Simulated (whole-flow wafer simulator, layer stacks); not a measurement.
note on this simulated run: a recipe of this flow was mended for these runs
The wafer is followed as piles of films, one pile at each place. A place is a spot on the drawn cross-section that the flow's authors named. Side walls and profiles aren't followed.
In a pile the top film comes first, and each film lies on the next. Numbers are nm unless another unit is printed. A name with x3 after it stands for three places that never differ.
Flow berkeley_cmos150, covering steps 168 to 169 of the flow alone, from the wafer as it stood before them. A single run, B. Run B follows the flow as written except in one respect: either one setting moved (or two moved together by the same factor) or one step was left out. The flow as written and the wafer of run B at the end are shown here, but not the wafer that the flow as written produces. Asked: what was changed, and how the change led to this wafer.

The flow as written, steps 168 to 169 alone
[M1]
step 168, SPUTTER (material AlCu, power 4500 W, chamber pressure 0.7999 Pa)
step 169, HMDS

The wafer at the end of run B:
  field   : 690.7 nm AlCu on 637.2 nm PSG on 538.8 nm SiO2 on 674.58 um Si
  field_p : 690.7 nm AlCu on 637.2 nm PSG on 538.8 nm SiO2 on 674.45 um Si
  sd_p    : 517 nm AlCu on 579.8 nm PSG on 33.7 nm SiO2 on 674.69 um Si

What caused this: step 168, SPUTTER: power 4980 W was run, though the flow has power 4500 W.

Step by step, how the change led to this:
  step 168, SPUTTER (material AlCu, power 4500 W, chamber pressure 0.7999 Pa)
      field, sd_n, gate_n, gate_p, m1: AlCu gains 690.7 (new film) (as written it would have been: AlCu gains 626.1 (new film))
      field_p: AlCu gains 690.7 (new film) (as written it would have been: AlCu gains 619.8 (new film))
      (as well as at 2 more places)
